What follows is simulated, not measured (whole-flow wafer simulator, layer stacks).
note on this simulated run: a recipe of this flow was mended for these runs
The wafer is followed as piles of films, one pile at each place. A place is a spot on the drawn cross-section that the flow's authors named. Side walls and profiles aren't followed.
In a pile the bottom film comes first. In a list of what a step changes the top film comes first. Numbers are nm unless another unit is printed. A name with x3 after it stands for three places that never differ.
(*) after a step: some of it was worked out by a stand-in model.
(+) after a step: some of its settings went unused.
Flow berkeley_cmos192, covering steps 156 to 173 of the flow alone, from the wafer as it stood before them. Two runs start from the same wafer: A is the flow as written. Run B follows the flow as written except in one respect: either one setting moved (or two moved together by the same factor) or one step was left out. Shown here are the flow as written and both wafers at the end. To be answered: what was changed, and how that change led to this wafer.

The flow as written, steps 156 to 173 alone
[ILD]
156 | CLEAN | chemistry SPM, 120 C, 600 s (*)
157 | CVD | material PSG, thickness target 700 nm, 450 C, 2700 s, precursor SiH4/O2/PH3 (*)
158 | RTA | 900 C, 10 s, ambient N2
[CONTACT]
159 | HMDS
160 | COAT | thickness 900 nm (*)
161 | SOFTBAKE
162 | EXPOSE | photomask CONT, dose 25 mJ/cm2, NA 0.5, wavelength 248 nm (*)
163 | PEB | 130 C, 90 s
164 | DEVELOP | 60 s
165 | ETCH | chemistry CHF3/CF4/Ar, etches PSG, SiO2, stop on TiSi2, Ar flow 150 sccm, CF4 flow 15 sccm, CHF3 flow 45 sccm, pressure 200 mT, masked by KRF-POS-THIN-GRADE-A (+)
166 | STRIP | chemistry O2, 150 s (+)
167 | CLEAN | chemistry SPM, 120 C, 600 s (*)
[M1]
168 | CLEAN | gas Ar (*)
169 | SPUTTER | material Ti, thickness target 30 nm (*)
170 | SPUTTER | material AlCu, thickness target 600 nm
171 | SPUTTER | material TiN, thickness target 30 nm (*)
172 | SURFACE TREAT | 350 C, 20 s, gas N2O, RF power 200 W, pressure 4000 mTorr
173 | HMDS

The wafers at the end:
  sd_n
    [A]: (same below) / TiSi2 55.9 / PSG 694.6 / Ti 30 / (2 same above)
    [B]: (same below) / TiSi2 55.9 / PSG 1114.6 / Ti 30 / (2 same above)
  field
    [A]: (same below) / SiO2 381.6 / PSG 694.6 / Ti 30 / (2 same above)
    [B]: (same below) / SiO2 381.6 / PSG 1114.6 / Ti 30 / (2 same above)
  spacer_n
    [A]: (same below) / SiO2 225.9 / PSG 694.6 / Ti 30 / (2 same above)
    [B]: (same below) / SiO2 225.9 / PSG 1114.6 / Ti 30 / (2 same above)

The reason: step 157, CVD: thickness target 1120 nm was run, while the flow as written has thickness target 700 nm; step 157, CVD: 4320 s was run, where the flow has 2700 s.

Step by step, how the change led to this:
  157 | CVD | material PSG, thickness target 700 nm, 450 C, 2700 s, precursor SiH4/O2/PH3 (*)
      field, sd_n, spacer_n, gate, spacer_p, gate_p, contact, m1: A PSG gains 700 (new film) | B PSG gains 1120 (new film)
      sd_p: A PSG gains 668 (new film) | B PSG gains 1120 (new film)
  165 | ETCH | chemistry CHF3/CF4/Ar, etches PSG, SiO2, stop on TiSi2, Ar flow 150 sccm, CF4 flow 15 sccm, CHF3 flow 45 sccm, pressure 200 mT, masked by KRF-POS-THIN-GRADE-A (+)
      field, sd_n, spacer_n, gate, sd_p, spacer_p, gate_p, m1: A KrF-resist loses 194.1 | B KrF-resist loses 299.1
      contact: A PSG loses 700 (all of it), TiSi2 loses 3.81 | B PSG loses 1120 (all of it), TiSi2 loses 3.81
  166 | STRIP | chemistry O2, 150 s (+)
      field: A KrF-resist loses 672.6 (all of it) | B KrF-resist loses 572.1 (all of it)
      sd_n: A KrF-resist loses 784.4 (all of it) | B KrF-resist loses 682.8 (all of it)
      (as well as at 6 more places)
  169 | SPUTTER | material Ti, thickness target 30 nm (*)
      sd_p: A Ti gains 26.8 (new film) | B Ti gains 27.4 (new film)
      contact: A Ti gains 21.1 (new film) | B Ti gains 16.8 (new film)
  170 | SPUTTER | material AlCu, thickness target 600 nm
      sd_p: A AlCu gains 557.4 (new film) | B AlCu gains 571.3 (new film)
      contact: A AlCu gains 411.7 (new film) | B AlCu gains 321.4 (new film)
  171 | SPUTTER | material TiN, thickness target 30 nm (*)
      sd_p: A TiN gains 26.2 (new film) | B TiN gains 27 (new film)
      contact: A TiN gains 16 (new film) | B TiN gains 11.5 (new film)
